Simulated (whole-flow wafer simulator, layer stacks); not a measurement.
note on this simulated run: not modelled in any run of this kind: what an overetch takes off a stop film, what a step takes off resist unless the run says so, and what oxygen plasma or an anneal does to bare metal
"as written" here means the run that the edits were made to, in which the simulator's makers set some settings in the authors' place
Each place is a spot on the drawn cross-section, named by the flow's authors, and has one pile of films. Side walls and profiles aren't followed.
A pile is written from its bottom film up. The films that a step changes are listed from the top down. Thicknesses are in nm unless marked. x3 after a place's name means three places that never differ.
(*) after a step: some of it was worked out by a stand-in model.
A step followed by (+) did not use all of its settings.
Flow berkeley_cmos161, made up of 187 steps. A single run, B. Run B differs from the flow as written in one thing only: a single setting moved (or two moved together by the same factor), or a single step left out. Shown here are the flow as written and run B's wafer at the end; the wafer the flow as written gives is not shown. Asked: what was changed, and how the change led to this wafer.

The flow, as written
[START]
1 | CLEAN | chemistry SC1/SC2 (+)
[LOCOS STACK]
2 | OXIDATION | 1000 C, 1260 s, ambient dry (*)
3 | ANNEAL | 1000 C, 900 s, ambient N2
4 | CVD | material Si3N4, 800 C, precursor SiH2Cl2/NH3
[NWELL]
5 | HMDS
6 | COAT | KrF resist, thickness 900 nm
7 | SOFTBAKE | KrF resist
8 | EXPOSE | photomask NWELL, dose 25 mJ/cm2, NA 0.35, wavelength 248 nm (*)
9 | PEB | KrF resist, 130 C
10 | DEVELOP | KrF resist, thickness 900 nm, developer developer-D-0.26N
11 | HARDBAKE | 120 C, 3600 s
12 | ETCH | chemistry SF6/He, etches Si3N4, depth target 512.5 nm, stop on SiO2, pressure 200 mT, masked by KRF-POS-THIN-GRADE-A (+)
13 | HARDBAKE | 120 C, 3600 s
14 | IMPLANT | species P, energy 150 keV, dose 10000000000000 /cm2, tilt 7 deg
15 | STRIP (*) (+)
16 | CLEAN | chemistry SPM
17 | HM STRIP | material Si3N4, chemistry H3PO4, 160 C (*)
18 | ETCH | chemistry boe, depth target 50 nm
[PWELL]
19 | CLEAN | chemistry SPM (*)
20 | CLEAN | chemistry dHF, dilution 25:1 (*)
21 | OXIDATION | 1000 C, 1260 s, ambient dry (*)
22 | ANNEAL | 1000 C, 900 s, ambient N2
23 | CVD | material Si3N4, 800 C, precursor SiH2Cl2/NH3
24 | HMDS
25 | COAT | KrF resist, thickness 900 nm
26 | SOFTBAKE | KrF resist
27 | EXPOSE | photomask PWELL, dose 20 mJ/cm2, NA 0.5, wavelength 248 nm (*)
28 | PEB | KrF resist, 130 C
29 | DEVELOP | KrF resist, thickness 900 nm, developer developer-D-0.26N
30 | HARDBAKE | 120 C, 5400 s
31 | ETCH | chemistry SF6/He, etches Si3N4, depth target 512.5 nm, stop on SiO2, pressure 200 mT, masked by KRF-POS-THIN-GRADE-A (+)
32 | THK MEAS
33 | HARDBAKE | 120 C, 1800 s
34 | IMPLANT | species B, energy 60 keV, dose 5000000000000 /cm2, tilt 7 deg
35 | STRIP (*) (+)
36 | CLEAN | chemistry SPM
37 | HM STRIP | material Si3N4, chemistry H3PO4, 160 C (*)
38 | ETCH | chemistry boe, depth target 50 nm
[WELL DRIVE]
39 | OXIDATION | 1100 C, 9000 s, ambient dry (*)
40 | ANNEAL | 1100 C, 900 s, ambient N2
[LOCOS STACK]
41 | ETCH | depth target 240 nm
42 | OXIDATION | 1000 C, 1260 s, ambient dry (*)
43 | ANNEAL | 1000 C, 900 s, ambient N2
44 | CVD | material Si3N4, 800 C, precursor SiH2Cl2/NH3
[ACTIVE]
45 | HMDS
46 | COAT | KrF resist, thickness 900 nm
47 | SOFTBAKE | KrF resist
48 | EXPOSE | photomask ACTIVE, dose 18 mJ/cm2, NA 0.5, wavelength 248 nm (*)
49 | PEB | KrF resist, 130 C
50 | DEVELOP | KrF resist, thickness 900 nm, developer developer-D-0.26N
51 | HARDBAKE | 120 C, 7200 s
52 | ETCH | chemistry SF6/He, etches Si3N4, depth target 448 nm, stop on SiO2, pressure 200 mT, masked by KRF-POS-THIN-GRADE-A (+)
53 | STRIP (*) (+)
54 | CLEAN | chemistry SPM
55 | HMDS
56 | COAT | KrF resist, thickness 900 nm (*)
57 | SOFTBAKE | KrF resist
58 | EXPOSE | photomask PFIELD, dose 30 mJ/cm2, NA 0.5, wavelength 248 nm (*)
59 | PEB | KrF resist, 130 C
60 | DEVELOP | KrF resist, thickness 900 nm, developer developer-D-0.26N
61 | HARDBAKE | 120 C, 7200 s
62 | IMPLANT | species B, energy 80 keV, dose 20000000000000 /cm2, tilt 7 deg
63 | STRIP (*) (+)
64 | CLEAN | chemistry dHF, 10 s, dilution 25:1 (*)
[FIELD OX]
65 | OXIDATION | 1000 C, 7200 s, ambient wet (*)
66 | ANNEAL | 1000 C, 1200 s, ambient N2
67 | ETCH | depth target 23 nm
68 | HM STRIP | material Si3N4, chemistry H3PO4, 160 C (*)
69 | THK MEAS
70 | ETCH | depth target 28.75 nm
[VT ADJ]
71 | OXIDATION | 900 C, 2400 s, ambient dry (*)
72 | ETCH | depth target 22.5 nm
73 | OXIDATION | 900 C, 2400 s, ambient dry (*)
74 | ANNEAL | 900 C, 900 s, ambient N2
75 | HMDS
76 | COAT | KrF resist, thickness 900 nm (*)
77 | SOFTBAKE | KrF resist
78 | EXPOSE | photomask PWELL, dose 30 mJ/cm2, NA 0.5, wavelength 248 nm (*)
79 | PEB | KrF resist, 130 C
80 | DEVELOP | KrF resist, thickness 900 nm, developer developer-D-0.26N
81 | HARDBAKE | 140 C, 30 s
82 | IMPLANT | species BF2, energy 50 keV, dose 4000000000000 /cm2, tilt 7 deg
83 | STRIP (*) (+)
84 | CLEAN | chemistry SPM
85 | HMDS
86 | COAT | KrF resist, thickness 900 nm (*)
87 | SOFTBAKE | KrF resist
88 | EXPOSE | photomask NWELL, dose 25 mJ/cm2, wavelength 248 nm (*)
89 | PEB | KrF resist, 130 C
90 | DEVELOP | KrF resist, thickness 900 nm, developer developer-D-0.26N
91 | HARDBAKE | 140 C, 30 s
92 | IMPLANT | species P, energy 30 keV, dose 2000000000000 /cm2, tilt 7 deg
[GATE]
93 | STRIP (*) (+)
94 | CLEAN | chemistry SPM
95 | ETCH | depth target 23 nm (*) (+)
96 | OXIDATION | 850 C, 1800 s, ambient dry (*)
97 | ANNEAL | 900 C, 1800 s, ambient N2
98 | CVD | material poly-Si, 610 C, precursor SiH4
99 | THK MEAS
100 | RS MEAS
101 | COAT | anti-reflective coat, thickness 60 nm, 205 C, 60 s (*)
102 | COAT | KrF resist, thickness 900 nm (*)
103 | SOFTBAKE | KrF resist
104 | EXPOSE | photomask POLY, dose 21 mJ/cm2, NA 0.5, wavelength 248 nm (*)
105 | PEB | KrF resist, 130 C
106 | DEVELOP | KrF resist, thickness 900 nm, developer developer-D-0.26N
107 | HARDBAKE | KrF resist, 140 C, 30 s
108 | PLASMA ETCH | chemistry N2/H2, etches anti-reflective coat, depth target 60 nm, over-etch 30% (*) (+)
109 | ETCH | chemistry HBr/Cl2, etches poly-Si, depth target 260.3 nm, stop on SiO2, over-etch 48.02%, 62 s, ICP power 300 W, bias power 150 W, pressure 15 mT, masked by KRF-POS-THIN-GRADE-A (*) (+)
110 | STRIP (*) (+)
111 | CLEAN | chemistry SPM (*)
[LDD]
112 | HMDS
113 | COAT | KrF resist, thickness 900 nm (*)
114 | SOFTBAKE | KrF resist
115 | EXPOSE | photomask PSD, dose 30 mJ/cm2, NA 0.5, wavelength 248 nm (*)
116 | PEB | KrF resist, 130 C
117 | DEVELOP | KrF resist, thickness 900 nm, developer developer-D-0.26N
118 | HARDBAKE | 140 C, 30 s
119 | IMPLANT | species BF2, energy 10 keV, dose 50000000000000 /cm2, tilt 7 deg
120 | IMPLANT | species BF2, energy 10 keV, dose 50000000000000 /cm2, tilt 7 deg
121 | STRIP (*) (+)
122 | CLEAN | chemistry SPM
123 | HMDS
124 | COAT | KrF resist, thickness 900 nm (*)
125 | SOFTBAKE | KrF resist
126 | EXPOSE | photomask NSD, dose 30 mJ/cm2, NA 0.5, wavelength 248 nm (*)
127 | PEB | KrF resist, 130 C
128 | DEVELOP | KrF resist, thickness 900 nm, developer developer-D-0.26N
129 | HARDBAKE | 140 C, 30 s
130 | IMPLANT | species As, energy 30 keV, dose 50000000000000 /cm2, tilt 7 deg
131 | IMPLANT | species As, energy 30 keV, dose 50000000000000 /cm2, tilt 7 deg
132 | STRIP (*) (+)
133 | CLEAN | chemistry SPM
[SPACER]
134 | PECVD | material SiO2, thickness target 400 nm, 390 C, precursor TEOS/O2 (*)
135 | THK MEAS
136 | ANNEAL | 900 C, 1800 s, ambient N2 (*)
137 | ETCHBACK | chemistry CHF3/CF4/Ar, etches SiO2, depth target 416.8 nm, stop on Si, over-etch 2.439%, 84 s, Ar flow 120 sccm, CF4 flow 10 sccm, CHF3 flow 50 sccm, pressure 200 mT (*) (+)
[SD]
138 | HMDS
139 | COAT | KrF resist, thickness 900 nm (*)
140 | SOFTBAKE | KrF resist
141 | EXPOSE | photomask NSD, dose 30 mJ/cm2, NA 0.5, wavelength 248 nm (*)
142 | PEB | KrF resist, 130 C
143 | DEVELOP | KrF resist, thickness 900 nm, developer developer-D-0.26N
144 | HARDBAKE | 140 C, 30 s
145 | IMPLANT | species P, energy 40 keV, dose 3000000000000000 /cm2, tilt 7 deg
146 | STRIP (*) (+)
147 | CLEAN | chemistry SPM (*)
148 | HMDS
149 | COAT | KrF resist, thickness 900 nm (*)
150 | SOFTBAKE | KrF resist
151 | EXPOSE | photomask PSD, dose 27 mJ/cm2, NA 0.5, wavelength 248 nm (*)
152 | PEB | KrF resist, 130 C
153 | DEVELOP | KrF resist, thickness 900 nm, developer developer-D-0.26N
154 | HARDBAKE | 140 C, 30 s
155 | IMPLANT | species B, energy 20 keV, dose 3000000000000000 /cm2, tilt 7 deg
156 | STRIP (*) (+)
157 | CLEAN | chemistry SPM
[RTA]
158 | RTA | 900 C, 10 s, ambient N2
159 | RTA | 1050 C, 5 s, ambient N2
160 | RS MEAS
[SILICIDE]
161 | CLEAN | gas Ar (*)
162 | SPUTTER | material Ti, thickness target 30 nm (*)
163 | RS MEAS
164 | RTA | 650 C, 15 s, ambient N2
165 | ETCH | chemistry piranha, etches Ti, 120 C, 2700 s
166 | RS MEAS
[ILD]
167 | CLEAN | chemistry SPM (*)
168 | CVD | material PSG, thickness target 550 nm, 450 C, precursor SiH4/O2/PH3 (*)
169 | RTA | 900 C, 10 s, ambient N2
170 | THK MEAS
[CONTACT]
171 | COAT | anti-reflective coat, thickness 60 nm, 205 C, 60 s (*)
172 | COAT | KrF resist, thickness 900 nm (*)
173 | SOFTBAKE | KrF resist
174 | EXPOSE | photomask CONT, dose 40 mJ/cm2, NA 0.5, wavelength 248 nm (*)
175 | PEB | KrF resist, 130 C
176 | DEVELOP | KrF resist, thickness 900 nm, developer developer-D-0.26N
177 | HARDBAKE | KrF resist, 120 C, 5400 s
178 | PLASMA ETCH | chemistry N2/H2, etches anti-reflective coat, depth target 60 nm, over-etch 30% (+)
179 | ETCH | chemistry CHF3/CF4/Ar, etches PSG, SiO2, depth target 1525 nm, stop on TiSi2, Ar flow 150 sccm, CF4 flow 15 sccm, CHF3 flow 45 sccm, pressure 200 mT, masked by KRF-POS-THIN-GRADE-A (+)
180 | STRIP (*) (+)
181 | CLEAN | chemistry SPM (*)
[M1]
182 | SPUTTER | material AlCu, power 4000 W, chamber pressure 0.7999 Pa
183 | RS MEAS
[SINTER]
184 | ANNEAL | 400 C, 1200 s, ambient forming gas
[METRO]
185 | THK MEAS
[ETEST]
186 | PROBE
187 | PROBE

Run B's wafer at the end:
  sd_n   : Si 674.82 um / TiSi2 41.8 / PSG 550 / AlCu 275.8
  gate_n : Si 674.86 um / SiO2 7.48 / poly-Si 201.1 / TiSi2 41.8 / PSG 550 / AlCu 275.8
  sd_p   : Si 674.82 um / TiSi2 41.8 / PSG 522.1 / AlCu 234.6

What caused this: step 164, RTA: 618 C was run, whereas the flow has 650 C.

The path from the change to this, step by step:
  164 | RTA | 650 C, 15 s, ambient N2
      sd_n, sd_p, contact, m1: Ti loses 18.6, TiSi first gains 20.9 (new film), TiSi2 C49 gains 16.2 (new film), Si loses 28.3 (as written it would have been: Ti loses 23.4, TiSi first gains 6.2 (new film), TiSi2 C49 gains 50.3 (new film), Si loses 49)
      gate_n, gate_p: Ti loses 18.6, TiSi first gains 20.9 (new film), TiSi2 C49 gains 16.2 (new film), poly-Si loses 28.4 (as written it would have been: Ti loses 23.4, TiSi first gains 6.2 (new film), TiSi2 C49 gains 50.3 (new film), poly-Si loses 49.2)
  165 | ETCH | chemistry piranha, etches Ti, 120 C, 2700 s
      sd_n, gate_n, sd_p, gate_p, contact, m1: Ti loses 11.4 (all of it), TiSi first loses 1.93 (as written it would have been: Ti loses 6.6 (all of it), TiSi first loses 1.93)
  169 | RTA | 900 C, 10 s, ambient N2
      sd_n, sd_p, contact, m1: under 1 film: TiSi2 gains 41.8 (new film), TiSi first loses 19 (all of it), TiSi2 C49 loses 16.2 (all of it), Si loses 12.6 (as written it would have been: under 1 film: TiSi2 gains 53.3 (new film), TiSi first loses 4.27 (all of it), TiSi2 C49 loses 50.3 (all of it), Si loses 2.83)
      gate_n, gate_p: under 1 film: TiSi2 gains 41.8 (new film), TiSi first loses 19 (all of it), TiSi2 C49 loses 16.2 (all of it), poly-Si loses 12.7 (as written it would have been: under 1 film: TiSi2 gains 53.3 (new film), TiSi first loses 4.27 (all of it), TiSi2 C49 loses 50.3 (all of it), poly-Si loses 2.85)
